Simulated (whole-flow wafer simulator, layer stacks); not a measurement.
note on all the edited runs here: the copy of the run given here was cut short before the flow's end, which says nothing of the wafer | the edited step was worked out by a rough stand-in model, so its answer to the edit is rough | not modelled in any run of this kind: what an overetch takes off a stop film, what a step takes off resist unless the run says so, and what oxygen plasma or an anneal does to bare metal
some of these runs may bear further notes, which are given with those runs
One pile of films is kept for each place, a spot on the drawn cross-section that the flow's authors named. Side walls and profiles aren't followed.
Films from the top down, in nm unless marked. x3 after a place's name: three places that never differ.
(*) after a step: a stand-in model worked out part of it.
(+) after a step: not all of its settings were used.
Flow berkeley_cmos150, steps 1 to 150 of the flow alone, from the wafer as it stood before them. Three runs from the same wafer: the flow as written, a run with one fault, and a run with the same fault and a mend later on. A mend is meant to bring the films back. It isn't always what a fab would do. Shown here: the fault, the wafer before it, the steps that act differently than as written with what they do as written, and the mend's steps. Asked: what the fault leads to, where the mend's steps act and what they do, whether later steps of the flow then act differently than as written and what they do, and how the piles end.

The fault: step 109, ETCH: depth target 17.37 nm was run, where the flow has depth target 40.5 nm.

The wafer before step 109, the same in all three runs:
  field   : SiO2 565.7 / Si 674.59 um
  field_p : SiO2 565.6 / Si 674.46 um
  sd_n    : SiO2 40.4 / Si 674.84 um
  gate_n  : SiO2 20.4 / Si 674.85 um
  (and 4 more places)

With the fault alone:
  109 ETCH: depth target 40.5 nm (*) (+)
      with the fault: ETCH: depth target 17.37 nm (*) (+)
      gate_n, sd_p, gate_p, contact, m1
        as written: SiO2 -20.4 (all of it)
        with the fault: SiO2 -17.4
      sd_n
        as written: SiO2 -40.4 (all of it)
        with the fault: SiO2 -17.4
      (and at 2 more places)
  Later steps of the flow that act differently than as written (13 more steps differ only slightly, by at most 2% or 0.5 nm, whichever is larger, and aren't shown):
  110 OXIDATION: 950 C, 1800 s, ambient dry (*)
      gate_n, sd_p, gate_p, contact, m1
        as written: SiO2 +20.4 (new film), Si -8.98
        with the fault: SiO2 +18.3, Si -8.07
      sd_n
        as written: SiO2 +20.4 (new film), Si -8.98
        with the fault: SiO2 +12.2, Si -5.37
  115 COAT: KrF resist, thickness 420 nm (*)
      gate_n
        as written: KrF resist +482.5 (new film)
        with the fault: KrF resist +492.9 (new film)
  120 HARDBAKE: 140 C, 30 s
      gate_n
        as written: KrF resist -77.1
        with the fault: KrF resist -78.9
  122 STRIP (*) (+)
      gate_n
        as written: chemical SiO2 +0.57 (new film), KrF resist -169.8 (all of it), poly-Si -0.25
        with the fault: chemical SiO2 +0.57 (new film), KrF resist -178.5 (all of it), poly-Si -0.25
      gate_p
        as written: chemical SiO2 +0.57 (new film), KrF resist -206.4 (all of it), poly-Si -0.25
        with the fault: chemical SiO2 +0.57 (new film), KrF resist -210.8 (all of it), poly-Si -0.25
  At the end the piles differ from the flow's by more than 2% or 0.5 nm, whichever is larger, at field, field_p, sd_n, gate_n, sd_p, gate_p, contact, m1.
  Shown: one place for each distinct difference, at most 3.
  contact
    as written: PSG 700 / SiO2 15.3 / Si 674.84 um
    with the fault: PSG 700 / SiO2 16.3 / Si 674.84 um
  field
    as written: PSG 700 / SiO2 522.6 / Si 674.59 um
    with the fault: PSG 700 / SiO2 545.6 / Si 674.59 um
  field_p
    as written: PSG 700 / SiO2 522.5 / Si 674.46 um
    with the fault: PSG 700 / SiO2 545.6 / Si 674.46 um

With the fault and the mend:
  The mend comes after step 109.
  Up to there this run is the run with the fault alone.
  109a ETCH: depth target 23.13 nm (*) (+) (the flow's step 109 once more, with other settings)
      gate_n, sd_p, gate_p, contact, m1
        SiO2 -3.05 (all of it)
      field, field_p
        SiO2 -23.1
      sd_n
        SiO2 -23.1 (all of it)
  No later step of the flow acts differently than as written, at any place that is followed, by more than 2% or 0.5 nm, whichever is larger.
  At the end the piles are the same as the flow's at every place that both follow.
